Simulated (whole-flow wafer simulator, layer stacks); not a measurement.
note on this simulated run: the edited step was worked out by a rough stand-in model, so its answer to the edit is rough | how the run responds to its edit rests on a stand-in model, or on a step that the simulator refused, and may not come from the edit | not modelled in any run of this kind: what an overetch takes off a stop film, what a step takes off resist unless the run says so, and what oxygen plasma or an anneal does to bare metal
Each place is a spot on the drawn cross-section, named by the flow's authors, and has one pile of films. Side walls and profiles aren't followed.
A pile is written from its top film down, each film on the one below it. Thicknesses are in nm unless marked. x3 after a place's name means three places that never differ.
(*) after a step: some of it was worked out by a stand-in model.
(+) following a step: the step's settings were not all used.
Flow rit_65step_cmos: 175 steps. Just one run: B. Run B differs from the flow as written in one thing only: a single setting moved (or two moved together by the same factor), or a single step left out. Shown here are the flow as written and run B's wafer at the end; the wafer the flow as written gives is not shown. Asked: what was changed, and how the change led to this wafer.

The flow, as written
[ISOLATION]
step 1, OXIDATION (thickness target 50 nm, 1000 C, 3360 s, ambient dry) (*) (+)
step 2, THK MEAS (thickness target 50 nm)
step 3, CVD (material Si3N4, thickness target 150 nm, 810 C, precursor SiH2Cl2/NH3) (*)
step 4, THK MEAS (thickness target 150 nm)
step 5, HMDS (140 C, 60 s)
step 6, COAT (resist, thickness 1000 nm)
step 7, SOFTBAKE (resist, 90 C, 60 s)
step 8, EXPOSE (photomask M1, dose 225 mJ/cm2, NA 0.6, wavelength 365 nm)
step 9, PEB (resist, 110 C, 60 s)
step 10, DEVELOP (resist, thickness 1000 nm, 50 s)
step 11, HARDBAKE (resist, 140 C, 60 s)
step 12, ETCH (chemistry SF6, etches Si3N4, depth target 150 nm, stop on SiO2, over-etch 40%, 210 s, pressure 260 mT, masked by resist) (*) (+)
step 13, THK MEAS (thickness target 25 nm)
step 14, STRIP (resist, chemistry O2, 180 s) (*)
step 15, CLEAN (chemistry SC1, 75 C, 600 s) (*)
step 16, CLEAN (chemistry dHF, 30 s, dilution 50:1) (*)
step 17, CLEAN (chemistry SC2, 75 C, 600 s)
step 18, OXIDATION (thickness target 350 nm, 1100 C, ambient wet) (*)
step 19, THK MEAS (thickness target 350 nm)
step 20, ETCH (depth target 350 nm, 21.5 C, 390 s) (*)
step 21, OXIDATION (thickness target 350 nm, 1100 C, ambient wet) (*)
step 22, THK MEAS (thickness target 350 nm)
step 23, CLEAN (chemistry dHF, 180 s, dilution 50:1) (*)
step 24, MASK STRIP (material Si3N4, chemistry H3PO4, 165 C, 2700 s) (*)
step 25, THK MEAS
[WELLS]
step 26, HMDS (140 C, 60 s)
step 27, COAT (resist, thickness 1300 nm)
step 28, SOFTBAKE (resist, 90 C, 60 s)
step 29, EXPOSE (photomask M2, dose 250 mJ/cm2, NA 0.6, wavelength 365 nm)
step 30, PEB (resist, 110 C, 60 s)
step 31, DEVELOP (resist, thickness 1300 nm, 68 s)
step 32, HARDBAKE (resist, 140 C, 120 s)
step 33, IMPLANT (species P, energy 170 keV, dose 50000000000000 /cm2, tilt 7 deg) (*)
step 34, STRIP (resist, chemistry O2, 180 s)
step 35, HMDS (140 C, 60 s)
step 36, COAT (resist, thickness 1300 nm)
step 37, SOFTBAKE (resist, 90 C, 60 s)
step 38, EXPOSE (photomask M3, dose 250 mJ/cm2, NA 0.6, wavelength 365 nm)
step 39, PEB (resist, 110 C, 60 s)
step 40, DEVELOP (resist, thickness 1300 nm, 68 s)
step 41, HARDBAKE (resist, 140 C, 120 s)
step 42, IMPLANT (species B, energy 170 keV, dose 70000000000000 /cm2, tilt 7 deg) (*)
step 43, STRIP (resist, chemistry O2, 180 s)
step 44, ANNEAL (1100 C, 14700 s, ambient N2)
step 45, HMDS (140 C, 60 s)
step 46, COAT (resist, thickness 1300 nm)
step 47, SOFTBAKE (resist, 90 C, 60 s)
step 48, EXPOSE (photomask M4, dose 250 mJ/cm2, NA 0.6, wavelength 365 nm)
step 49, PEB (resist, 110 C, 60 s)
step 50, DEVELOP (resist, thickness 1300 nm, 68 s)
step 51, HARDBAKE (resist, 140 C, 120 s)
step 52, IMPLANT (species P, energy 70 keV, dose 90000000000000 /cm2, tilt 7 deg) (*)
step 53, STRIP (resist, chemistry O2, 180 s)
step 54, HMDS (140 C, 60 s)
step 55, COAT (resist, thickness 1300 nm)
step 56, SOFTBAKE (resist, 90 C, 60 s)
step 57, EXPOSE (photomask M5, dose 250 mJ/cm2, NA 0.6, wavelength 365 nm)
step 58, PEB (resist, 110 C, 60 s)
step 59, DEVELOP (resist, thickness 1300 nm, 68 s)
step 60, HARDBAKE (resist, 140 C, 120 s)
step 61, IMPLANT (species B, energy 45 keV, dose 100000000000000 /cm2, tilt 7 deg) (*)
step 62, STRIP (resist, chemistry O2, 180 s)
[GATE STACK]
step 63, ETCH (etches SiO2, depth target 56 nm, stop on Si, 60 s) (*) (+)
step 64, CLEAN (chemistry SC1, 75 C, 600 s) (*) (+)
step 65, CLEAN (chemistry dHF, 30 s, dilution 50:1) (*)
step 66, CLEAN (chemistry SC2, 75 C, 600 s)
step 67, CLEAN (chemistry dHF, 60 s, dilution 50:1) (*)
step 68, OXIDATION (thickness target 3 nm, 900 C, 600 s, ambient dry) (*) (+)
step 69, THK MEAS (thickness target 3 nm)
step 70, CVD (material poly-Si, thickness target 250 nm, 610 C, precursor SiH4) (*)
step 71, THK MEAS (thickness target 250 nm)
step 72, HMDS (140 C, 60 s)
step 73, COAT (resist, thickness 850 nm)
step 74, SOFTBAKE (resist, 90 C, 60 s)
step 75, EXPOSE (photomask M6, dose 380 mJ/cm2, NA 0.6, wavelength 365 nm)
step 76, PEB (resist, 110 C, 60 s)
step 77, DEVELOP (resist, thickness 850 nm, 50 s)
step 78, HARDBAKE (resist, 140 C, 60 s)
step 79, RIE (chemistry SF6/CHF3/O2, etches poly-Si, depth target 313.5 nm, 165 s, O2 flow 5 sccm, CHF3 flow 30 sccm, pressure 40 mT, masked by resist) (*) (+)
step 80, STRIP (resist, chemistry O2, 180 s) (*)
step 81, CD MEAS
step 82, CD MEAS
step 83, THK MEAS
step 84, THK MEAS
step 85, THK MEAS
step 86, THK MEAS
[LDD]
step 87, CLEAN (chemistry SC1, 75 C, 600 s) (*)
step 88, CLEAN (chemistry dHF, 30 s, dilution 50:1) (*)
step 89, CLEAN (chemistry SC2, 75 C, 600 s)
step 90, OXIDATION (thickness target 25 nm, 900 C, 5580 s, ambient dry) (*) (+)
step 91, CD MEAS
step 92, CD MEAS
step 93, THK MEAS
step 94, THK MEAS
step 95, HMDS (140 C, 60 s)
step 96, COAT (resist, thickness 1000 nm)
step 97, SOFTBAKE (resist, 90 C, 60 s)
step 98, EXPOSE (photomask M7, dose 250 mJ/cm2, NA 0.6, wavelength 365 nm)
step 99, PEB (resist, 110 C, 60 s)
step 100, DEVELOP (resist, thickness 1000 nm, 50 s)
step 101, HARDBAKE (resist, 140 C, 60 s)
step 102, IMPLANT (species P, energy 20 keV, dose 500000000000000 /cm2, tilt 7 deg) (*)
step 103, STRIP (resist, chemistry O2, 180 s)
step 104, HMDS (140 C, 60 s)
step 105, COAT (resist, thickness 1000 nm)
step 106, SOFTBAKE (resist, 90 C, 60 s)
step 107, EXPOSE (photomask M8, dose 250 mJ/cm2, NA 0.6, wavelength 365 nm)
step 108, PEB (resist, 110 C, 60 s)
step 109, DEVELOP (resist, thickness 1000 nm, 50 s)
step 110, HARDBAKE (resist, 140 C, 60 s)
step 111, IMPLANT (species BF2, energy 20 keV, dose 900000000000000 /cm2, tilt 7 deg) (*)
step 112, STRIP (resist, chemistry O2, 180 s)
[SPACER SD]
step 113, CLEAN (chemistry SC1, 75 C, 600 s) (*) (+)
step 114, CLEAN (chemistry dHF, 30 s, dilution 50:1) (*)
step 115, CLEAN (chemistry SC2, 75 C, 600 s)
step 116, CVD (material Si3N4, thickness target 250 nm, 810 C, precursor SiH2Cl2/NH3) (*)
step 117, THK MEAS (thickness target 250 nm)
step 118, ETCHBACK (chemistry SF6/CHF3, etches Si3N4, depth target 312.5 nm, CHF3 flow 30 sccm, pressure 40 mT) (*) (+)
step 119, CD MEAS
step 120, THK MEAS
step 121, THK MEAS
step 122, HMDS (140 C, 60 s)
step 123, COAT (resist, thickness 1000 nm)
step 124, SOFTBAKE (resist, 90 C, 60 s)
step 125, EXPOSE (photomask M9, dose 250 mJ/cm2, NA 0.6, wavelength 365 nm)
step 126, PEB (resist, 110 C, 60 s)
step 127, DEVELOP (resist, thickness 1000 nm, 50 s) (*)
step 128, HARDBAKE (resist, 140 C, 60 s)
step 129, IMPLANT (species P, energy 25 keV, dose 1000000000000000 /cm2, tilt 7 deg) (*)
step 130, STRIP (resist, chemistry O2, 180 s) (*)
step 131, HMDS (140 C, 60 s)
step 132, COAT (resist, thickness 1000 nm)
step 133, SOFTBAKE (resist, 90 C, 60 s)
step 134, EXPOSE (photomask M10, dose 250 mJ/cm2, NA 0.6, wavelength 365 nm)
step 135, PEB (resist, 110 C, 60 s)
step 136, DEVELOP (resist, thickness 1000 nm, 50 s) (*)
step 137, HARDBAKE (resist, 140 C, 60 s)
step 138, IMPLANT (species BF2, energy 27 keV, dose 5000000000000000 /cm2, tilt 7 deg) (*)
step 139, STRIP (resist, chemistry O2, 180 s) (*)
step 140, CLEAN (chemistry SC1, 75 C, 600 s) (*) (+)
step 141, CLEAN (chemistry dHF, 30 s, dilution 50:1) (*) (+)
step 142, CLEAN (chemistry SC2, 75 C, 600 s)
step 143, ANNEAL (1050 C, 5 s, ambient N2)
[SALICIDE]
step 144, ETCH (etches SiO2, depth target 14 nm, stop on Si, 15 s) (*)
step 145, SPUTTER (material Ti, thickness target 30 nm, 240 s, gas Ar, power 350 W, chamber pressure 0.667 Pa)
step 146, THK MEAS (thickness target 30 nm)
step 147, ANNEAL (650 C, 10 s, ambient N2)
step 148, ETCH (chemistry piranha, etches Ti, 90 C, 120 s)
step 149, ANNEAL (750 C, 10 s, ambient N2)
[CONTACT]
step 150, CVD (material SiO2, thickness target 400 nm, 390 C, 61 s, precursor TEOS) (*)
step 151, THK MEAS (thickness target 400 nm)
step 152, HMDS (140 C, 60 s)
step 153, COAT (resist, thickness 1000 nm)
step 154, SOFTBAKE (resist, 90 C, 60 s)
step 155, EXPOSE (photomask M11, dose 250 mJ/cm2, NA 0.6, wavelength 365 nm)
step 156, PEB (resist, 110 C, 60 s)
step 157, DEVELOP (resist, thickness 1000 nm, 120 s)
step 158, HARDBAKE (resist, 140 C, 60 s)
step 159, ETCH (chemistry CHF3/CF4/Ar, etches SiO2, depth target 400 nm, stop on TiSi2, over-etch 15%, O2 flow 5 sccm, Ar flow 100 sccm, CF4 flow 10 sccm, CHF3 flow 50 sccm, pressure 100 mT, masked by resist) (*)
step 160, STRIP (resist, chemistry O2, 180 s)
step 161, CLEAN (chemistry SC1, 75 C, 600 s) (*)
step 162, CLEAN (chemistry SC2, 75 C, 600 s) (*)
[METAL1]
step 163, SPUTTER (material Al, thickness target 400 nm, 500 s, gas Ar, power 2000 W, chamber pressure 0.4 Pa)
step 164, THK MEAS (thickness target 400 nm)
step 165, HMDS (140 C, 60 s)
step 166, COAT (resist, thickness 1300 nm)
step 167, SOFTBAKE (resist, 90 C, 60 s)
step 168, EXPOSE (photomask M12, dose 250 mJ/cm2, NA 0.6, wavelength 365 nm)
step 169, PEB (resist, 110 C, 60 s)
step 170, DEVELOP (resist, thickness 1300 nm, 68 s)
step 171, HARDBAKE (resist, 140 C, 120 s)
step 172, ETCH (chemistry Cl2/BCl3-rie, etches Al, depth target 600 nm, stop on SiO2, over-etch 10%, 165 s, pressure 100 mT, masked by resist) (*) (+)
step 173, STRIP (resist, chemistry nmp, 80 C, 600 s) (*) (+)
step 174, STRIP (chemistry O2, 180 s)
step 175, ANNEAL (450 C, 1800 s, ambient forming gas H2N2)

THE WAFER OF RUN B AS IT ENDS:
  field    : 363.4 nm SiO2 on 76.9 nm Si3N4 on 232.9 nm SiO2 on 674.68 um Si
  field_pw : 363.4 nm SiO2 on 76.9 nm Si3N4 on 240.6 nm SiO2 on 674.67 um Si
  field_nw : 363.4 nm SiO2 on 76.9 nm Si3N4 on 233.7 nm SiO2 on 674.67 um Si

The reason: step 118, ETCHBACK: depth target 171.9 nm was run, whereas the flow has depth target 312.5 nm.

Step by step, how the change led to this:
  step 118, ETCHBACK (chemistry SF6/CHF3, etches Si3N4, depth target 312.5 nm, CHF3 flow 30 sccm, pressure 40 mT) (*) (+)
      field, field_pw, field_nw, field_p: -171.9 Si3N4 (it would be, as written: -250 Si3N4 (all of it), -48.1 SiO2)
      gate_n: -171.9 Si3N4 (it would be, as written: -250 Si3N4 (all of it), -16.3 SiO2 (all of it), -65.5 poly-Si)
      (also at 1 further place)
  step 123, COAT (resist, thickness 1000 nm)
      field: +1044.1 resist (new film) (it would be, as written: +1066.4 resist (new film))
      field_p: +1051.2 resist (new film) (it would be, as written: +1073.5 resist (new film))
      (also at 4 further places)
  step 126, PEB (resist, 110 C, 60 s)
      gate_n, gate_p: -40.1 resist (it would be, as written: -43.1 resist)
      field: -54.3 resist (it would be, as written: -55.6 resist)
      (also at 3 further places)
  step 127, DEVELOP (resist, thickness 1000 nm, 50 s) (*)
      field: -989.9 resist (all of it) (it would be, as written: -1010.9 resist (all of it))
      gate_n: -739.2 resist (all of it) (it would be, as written: -791.9 resist (all of it))
      (also at 1 further place)
  step 128, HARDBAKE (resist, 140 C, 60 s)
      field_nw: -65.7 resist (it would be, as written: -67.1 resist)
      field_p: -67.2 resist (it would be, as written: -68.8 resist)
      (also at 2 further places)
  step 130, STRIP (resist, chemistry O2, 180 s) (*)
      gate_n: nothing (it would be, as written: +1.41 chemical SiO2 (new film), -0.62 poly-Si)
      gate_p: -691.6 resist (all of it) (it would be, as written: +1.31 chemical SiO2 (new film), -741.1 resist (all of it), -0.58 poly-Si)
      (also at 2 further places)
  step 132, COAT (resist, thickness 1000 nm)
      field: +1044.1 resist (new film) (it would be, as written: +1067 resist (new film))
      field_p: +1051.2 resist (new film) (it would be, as written: +1074 resist (new film))
      (also at 4 further places)
  step 135, PEB (resist, 110 C, 60 s)
      gate_n, gate_p: -40.1 resist (it would be, as written: -43.1 resist)
      spacer, spacer_p: -40 resist (it would be, as written: -42 resist)
      (also at 2 further places)
  step 136, DEVELOP (resist, thickness 1000 nm, 50 s) (*)
      field_p: -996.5 resist (all of it) (it would be, as written: -1018 resist (all of it))
      gate_p: -739.4 resist (all of it) (it would be, as written: -792.8 resist (all of it))
      (also at 1 further place)
  step 137, HARDBAKE (resist, 140 C, 60 s)
      field: -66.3 resist (it would be, as written: -68.3 resist)
      field_nw: -65.7 resist (it would be, as written: -67.1 resist)
      (also at 2 further places)
  step 139, STRIP (resist, chemistry O2, 180 s) (*)
      gate_n: -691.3 resist (all of it) (it would be, as written: -740 resist (all of it), +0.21 chemical SiO2, -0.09 poly-Si)
      field: -923.5 resist (all of it) (it would be, as written: -943.1 resist (all of it))
      (also at 1 further place)
  step 140, CLEAN (chemistry SC1, 75 C, 600 s) (*) (+)
      field, field_pw, field_nw, field_p: -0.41 Si3N4 (it would be, as written: -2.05 SiO2)
      gate_n, gate_p: -0.41 Si3N4 (it would be, as written: -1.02 chemical SiO2, -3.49 poly-Si)
  step 141, CLEAN (chemistry dHF, 30 s, dilution 50:1) (*) (+)
      field, field_p: -0.43 Si3N4 (it would be, as written: -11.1 SiO2)
      field_pw, field_nw: -0.43 Si3N4 (it would be, as written: -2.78 SiO2)
      (also at 2 further places)
  step 144, ETCH (etches SiO2, depth target 14 nm, stop on Si, 15 s) (*)
      field, field_pw, field_nw, field_p: -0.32 Si3N4 (it would be, as written: -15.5 SiO2)
  step 145, SPUTTER (material Ti, thickness target 30 nm, 240 s, gas Ar, power 350 W, chamber pressure 0.667 Pa)
      gate_n: +30 Ti (new film) (it would be, as written: +27.3 Ti (new film))
      gate_p: +30 Ti (new film) (it would be, as written: +27.2 Ti (new film))
  step 147, ANNEAL (650 C, 10 s, ambient N2)
      gate_n: nothing (it would be, as written: -21.3 Ti, +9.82 TiSi first (new film), +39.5 TiSi2 C49 (new film), -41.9 poly-Si)
      gate_p: nothing (it would be, as written: -21.2 Ti, +9.56 TiSi first (new film), +39.6 TiSi2 C49 (new film), -41.9 poly-Si)
  ... another 9 steps ...
  step 170, DEVELOP (resist, thickness 1300 nm, 68 s)
      field: -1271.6 resist (all of it) (it would be, as written: -1316.6 resist (all of it))
      field_pw: -1259.5 resist (all of it) (it would be, as written: -1285.5 resist (all of it))
      (also at 6 further places)
